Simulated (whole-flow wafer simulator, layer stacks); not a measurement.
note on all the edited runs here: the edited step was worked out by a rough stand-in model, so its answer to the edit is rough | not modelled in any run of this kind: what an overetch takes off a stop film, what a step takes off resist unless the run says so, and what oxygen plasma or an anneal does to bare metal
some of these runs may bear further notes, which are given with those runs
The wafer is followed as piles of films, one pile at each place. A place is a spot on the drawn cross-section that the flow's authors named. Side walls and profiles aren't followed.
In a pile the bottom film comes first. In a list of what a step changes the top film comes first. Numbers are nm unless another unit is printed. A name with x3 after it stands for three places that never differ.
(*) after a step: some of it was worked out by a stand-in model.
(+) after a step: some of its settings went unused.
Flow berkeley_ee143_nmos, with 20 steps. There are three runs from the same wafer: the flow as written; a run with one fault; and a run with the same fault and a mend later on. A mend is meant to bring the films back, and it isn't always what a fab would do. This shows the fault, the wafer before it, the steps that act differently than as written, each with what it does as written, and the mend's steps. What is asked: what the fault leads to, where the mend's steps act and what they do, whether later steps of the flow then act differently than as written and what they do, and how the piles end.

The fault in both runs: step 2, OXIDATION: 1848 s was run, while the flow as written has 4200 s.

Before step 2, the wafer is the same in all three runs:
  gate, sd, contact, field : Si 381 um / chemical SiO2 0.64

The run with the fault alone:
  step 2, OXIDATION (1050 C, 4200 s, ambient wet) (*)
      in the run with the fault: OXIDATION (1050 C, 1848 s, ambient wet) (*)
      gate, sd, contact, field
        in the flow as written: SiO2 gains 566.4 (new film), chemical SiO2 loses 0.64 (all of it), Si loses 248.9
        in the run with the fault: SiO2 gains 342.6 (new film), chemical SiO2 loses 0.64 (all of it), Si loses 150.5
  Steps further on in the flow that do not act as written:
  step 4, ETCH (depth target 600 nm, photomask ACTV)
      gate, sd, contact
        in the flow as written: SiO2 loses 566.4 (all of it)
        in the run with the fault: SiO2 loses 342.6 (all of it)
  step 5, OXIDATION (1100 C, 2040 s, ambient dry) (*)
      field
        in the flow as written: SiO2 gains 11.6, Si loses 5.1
        in the run with the fault: SiO2 gains 17.5, Si loses 7.72
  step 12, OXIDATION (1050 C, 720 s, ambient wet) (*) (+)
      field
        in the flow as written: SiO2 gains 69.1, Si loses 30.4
        in the run with the fault: SiO2 gains 99.7, Si loses 43.9
  The piles end different from the flow's at field by more than 2% or 0.5 nm, whichever is larger.
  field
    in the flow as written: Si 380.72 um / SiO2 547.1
    in the run with the fault: Si 380.8 um / SiO2 359.9

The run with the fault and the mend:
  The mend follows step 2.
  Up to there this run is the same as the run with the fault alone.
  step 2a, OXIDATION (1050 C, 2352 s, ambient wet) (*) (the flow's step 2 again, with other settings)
      gate, sd, contact, field
        SiO2 gains 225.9, Si loses 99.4
  Later steps of the flow that are run all act as written at every place that is followed, up to a difference of at most 2% or 0.5 nm, whichever is larger.
  When the end is reached, the piles differ only a little from the flow's at the places that both follow, at most by 2% or 0.5 nm, whichever is larger.
